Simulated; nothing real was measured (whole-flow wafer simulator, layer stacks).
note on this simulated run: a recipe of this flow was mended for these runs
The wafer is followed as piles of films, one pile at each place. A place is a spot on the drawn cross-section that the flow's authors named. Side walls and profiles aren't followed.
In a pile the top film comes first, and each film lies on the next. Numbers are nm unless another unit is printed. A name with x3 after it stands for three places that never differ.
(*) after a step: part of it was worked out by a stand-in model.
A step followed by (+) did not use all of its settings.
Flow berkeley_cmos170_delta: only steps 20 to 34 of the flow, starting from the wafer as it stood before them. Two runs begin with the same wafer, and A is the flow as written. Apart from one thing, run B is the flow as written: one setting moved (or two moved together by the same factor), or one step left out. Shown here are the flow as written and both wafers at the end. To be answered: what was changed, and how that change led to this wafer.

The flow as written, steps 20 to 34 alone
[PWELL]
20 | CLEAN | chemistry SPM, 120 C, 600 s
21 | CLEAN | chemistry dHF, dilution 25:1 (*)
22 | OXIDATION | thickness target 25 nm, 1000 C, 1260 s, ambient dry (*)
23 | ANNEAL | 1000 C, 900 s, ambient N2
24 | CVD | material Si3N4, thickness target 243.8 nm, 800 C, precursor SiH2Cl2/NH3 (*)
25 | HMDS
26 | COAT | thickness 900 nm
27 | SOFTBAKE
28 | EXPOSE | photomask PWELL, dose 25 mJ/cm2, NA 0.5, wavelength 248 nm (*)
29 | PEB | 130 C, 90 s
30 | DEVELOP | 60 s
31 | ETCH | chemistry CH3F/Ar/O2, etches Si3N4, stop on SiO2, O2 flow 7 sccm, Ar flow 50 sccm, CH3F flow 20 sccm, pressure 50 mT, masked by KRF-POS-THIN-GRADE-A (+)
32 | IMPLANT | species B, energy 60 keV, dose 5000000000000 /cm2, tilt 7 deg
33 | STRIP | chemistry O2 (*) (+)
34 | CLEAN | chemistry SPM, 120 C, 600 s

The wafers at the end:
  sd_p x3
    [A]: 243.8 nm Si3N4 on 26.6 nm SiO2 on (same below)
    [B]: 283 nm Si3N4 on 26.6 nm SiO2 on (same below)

What caused this: step 24, CVD: thickness target 283 nm was run, whereas the flow has thickness target 243.8 nm.
One can read it off the wafer: sd_p x3 has Si3N4 283, and step 24 as written asks for 243.8 nm.

The path from the change to this, step by step:
  24 | CVD | material Si3N4, thickness target 243.8 nm, 800 C, precursor SiH2Cl2/NH3 (*)
      field x6, sd_p x3: A Si3N4 gains 243.8 (new film) | B Si3N4 gains 283 (new film)
  31 | ETCH | chemistry CH3F/Ar/O2, etches Si3N4, stop on SiO2, O2 flow 7 sccm, Ar flow 50 sccm, CH3F flow 20 sccm, pressure 50 mT, masked by KRF-POS-THIN-GRADE-A (+)
      field x6: A Si3N4 loses 243.8 (all of it), SiO2 loses 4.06 | B Si3N4 loses 283 (all of it), SiO2 loses 4.06
      sd_p x3: A KrF-resist loses 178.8 | B KrF-resist loses 204.9
  33 | STRIP | chemistry O2 (*) (+)
      sd_p x3: A KrF-resist loses 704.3 (all of it) | B KrF-resist loses 678.1 (all of it)
